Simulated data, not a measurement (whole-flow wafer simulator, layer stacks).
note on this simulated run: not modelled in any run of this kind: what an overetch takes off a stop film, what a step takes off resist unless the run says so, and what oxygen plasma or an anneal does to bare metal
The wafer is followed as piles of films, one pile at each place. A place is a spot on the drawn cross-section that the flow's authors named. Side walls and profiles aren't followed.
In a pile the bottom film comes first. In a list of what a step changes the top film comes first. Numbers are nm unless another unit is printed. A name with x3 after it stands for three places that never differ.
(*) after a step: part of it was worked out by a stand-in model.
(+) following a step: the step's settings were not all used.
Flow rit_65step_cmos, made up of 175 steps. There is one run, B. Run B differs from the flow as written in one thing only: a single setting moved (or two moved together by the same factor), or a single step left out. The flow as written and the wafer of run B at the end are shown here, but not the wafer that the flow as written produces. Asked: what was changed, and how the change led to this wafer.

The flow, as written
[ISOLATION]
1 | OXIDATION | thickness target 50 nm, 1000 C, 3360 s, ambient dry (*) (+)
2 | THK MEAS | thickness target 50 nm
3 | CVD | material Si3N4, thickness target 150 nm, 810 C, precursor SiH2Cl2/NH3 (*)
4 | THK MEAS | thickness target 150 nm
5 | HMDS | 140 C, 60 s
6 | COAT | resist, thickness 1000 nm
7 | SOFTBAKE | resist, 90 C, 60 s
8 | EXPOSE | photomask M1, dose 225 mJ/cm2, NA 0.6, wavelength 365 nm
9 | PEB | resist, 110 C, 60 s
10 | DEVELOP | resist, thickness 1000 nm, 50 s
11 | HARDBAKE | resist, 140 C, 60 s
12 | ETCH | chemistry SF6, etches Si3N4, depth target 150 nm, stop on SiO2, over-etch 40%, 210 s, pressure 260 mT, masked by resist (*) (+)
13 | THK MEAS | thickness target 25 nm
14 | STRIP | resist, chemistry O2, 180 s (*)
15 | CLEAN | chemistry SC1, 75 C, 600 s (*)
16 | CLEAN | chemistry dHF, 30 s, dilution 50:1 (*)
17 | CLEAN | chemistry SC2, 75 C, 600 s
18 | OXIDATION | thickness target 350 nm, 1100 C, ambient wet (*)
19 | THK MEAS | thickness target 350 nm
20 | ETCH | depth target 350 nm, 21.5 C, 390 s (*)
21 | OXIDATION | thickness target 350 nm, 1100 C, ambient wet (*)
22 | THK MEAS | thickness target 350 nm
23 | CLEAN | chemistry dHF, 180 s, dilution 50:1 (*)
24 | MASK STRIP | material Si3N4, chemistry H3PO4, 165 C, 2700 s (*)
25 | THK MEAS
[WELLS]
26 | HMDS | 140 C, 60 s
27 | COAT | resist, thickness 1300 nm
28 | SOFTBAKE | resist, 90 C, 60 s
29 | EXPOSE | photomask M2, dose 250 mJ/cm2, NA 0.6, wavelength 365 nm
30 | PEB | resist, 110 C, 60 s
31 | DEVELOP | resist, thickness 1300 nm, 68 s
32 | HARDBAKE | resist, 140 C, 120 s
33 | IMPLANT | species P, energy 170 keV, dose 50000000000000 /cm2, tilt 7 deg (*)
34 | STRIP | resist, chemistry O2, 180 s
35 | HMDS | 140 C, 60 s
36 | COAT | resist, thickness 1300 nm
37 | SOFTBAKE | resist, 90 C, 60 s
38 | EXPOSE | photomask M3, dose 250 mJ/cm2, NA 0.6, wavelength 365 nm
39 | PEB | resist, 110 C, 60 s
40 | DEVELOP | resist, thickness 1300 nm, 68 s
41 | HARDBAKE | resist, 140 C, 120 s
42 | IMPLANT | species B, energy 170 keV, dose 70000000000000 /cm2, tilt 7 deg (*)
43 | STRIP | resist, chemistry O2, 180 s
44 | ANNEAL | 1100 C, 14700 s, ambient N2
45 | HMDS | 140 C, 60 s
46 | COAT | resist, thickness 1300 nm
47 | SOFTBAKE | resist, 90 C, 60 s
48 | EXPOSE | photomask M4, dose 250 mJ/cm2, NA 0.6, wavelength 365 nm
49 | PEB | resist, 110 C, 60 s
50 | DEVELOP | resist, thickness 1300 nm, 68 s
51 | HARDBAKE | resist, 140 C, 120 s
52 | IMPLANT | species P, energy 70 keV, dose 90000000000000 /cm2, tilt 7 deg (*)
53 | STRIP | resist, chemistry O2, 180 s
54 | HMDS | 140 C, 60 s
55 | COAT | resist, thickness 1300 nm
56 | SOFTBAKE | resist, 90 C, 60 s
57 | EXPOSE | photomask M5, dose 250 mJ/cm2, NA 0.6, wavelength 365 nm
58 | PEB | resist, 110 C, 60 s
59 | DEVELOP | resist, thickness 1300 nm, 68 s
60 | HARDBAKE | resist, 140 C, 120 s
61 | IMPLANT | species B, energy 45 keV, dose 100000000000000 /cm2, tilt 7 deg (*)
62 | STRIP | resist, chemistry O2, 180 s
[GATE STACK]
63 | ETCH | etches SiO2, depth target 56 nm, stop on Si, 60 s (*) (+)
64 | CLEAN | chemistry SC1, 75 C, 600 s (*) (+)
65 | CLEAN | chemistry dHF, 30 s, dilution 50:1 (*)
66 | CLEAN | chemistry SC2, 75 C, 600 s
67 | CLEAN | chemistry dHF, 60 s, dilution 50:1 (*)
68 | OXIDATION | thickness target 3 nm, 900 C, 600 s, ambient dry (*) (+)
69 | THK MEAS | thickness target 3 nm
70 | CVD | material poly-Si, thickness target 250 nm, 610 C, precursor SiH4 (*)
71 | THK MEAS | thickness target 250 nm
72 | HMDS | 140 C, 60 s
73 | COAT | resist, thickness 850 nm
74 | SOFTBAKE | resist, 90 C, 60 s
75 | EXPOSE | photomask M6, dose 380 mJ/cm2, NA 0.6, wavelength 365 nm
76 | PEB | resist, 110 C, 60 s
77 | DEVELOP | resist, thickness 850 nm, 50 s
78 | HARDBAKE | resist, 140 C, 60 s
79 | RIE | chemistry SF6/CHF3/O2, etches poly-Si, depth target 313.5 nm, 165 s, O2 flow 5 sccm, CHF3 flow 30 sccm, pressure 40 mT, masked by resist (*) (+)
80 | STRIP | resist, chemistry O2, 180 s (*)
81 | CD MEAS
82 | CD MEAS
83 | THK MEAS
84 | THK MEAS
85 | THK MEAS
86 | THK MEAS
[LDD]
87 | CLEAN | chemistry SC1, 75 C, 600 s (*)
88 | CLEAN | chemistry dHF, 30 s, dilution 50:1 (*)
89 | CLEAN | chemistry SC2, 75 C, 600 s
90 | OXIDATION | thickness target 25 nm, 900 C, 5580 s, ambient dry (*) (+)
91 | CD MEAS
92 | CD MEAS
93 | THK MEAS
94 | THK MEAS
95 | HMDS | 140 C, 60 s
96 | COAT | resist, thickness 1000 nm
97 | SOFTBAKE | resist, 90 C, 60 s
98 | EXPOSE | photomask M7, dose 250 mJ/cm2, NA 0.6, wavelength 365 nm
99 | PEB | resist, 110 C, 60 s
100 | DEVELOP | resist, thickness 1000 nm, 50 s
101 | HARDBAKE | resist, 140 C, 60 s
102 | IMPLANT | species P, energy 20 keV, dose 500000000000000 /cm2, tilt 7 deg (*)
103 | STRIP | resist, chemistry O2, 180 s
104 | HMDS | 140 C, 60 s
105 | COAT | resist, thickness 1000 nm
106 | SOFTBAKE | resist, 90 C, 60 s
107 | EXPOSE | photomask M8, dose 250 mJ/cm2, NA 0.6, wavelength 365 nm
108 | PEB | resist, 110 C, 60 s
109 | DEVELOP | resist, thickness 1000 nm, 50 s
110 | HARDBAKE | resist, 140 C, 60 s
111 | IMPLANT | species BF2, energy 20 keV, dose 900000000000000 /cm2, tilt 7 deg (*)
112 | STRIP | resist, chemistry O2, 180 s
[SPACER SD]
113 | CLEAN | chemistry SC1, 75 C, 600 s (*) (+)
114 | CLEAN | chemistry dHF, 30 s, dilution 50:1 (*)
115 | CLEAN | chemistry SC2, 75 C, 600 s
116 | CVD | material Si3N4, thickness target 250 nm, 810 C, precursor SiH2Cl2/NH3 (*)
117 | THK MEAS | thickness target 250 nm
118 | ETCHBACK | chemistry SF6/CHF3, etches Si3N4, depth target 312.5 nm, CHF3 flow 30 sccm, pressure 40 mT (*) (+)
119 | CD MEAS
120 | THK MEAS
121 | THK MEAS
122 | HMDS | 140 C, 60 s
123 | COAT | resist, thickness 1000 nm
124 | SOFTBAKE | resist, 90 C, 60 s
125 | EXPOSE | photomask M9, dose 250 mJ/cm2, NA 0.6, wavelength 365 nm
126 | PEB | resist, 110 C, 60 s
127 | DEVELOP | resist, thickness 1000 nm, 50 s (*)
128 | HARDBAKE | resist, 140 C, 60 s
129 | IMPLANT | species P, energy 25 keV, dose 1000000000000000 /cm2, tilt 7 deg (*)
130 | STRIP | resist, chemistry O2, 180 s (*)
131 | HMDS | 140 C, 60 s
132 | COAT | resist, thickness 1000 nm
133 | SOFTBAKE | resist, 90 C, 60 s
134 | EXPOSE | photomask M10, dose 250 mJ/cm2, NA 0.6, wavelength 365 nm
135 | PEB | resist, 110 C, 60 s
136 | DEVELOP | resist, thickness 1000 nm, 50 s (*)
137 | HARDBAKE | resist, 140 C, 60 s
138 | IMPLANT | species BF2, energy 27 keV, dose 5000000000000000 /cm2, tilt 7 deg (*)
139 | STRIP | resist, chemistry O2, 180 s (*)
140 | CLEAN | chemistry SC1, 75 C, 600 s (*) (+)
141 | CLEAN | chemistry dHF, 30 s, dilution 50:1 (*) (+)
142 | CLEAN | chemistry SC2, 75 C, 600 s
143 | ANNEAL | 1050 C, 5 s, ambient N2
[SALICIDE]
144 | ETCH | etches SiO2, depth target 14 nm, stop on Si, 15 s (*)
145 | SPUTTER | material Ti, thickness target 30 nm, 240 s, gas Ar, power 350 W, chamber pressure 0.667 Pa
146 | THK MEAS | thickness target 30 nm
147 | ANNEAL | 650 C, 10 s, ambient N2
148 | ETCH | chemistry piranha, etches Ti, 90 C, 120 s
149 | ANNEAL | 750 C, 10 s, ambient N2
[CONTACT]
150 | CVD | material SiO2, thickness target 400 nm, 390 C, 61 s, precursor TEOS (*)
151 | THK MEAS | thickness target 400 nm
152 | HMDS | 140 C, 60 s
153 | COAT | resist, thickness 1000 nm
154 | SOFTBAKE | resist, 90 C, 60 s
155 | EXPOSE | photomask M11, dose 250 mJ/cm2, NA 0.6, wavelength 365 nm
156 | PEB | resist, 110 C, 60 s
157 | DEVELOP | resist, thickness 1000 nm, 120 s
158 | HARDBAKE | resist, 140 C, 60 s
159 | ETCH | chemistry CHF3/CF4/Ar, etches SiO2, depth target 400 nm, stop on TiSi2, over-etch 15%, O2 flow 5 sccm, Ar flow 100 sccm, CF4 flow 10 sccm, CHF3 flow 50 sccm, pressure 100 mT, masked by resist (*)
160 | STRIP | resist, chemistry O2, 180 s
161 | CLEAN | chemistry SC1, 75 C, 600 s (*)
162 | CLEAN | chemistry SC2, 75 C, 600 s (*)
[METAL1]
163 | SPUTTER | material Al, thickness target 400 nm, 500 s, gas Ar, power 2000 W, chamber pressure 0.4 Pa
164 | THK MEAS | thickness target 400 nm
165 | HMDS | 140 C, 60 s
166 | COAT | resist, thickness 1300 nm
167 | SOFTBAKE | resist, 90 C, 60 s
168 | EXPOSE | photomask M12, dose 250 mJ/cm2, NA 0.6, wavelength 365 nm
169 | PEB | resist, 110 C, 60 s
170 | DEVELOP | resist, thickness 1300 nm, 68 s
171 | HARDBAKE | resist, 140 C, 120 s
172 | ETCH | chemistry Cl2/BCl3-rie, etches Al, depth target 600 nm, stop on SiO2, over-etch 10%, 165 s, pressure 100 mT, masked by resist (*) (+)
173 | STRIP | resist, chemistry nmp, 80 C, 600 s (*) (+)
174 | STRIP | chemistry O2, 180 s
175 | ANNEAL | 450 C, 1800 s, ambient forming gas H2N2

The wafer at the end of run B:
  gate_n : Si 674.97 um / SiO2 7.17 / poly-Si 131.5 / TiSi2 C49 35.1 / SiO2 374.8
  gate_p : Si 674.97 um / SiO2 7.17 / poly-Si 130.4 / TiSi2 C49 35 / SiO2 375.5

Cause: step 145, SPUTTER: 156 s was run, though the flow has 240 s.

The path from the change to this, step by step:
  145 | SPUTTER | material Ti, thickness target 30 nm, 240 s, gas Ar, power 350 W, chamber pressure 0.667 Pa
      field, field_pw, field_nw, field_p, spacer, spacer_p: Ti gains 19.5 (new film) (it would be, as written: Ti gains 30 (new film))
      gate_n: Ti gains 17.7 (new film) (it would be, as written: Ti gains 27.3 (new film))
      (and at 1 other place as well)
  147 | ANNEAL | 650 C, 10 s, ambient N2
      gate_n: Ti loses 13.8, TiSi2 C49 gains 35.2 (new film), poly-Si loses 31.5 (it would be, as written: Ti loses 21.3, TiSi first gains 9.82 (new film), TiSi2 C49 gains 39.5 (new film), poly-Si loses 41.9)
      gate_p: Ti loses 13.8, TiSi2 C49 gains 35.1 (new film), poly-Si loses 31.4 (it would be, as written: Ti loses 21.2, TiSi first gains 9.56 (new film), TiSi2 C49 gains 39.6 (new film), poly-Si loses 41.9)
  148 | ETCH | chemistry piranha, etches Ti, 90 C, 120 s
      gate_n: Ti loses 3.9 (all of it), TiSi2 C49 loses 0.11 (it would be, as written: Ti loses 6 (all of it), TiSi first loses 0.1)
      gate_p: Ti loses 3.89 (all of it), TiSi2 C49 loses 0.11 (it would be, as written: Ti loses 5.97 (all of it), TiSi first loses 0.1)
      (and at 6 other places as well)
  149 | ANNEAL | 750 C, 10 s, ambient N2
      gate_n: nothing (it would be, as written: TiSi2 gains 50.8 (new film), TiSi first loses 9.72 (all of it), TiSi2 C49 loses 39.5 (all of it), poly-Si loses 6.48)
      gate_p: nothing (it would be, as written: TiSi2 gains 50.6 (new film), TiSi first loses 9.46 (all of it), TiSi2 C49 loses 39.6 (all of it), poly-Si loses 6.31)
